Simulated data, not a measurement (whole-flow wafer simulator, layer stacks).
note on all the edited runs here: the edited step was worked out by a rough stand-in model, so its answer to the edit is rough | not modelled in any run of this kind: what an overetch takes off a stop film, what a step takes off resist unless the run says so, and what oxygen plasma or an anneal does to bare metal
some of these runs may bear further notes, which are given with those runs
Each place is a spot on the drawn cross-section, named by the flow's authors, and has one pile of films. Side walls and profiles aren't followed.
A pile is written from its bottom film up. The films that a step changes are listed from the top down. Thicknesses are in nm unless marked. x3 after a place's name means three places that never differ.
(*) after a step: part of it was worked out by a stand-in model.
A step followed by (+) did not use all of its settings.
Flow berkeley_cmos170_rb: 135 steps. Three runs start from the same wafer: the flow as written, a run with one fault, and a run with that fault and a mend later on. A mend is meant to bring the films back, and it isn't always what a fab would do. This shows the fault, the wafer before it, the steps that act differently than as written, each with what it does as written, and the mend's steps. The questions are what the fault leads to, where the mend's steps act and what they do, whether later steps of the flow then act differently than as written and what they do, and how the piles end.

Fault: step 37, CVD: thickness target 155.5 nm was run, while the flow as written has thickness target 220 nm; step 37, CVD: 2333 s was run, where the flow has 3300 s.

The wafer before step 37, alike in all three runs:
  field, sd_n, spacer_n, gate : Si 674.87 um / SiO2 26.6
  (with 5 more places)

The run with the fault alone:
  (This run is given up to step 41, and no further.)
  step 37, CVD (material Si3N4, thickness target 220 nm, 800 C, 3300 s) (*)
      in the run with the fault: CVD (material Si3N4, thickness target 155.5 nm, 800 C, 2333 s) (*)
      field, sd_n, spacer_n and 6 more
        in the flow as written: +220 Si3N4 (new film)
        in the run with the fault: +155.5 Si3N4 (new film)
  Every later step of the flow up to step 41 that is run acts as written at every place that is followed.
  Once step 41 is done, the piles at field, sd_n, spacer_n and 6 more depart from the flow's by more than 2% or 0.5 nm, whichever is larger.
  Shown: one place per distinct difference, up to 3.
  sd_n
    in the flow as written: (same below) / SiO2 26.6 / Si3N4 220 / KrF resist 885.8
    in the run with the fault: (same below) / SiO2 26.6 / Si3N4 155.5 / KrF resist 885.8
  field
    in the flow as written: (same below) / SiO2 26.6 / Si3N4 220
    in the run with the fault: (same below) / SiO2 26.6 / Si3N4 155.5

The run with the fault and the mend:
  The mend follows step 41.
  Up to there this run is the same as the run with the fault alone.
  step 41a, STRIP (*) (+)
      sd_n, spacer_n, gate, sd_p, spacer_p, gate_p, contact, m1
        -885.8 KrF resist (all of it)
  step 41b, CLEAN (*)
      leaves every film unchanged at each place that is followed
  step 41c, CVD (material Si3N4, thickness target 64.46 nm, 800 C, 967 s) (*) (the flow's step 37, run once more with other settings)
      field, sd_n, spacer_n and 6 more
        +64.5 Si3N4
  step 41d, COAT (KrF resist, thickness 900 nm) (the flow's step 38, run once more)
      field, sd_n, spacer_n and 6 more
        +900 KrF resist (new film)
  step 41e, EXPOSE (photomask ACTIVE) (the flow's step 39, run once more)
      leaves every film unchanged at each place that is followed
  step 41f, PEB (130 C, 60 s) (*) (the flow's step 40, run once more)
      leaves every film unchanged at each place that is followed
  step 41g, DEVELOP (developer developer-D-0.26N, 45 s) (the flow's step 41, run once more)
      sd_n, spacer_n, gate, sd_p, spacer_p, gate_p, contact, m1
        -14.2 KrF resist
      field
        -900 KrF resist (all of it)
  Every later step of the flow that is run acts as written, at every place that is followed, to within 2% or 0.5 nm, whichever is larger.
  The piles end the same as the flow's at every place that both follow.
